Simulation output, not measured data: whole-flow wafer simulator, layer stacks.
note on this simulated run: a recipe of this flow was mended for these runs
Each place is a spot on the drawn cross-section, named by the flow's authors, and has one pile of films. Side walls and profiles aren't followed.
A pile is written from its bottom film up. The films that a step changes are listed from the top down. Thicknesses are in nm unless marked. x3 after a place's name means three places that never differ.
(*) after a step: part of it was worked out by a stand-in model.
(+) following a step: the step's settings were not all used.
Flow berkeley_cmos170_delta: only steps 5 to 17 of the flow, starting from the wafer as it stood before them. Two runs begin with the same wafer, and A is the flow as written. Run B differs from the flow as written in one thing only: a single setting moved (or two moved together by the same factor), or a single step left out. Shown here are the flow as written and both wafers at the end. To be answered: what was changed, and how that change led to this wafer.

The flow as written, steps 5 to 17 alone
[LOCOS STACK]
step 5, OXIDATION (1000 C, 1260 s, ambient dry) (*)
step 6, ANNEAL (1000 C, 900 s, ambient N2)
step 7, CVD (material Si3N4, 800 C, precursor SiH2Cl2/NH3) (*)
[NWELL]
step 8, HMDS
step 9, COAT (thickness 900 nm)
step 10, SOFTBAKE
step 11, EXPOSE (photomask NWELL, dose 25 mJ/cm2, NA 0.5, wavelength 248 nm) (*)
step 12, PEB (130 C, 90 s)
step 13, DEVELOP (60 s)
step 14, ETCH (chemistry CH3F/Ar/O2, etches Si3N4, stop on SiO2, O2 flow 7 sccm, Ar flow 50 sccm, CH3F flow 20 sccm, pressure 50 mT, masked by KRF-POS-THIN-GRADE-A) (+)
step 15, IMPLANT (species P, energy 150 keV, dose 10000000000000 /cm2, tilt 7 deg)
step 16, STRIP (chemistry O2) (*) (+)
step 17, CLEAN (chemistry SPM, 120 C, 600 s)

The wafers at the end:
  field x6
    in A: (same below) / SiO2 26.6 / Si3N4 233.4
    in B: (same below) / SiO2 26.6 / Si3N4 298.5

What caused this: step 7, CVD: 820 C was run, though the flow has 800 C.

The path from the change to this, step by step:
  step 7, CVD (material Si3N4, 800 C, precursor SiH2Cl2/NH3) (*)
      field x6, sd_p x3: A +233.4 Si3N4 (new film) | B +298.5 Si3N4 (new film)
  step 14, ETCH (chemistry CH3F/Ar/O2, etches Si3N4, stop on SiO2, O2 flow 7 sccm, Ar flow 50 sccm, CH3F flow 20 sccm, pressure 50 mT, masked by KRF-POS-THIN-GRADE-A) (+)
      field x6: A -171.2 KrF-resist | B -214.5 KrF-resist
      sd_p x3: A -233.4 Si3N4 (all of it), -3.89 SiO2 | B -298.5 Si3N4 (all of it), -3.89 SiO2
  step 16, STRIP (chemistry O2) (*) (+)
      field x6: A -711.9 KrF-resist (all of it) | B -668.5 KrF-resist (all of it)
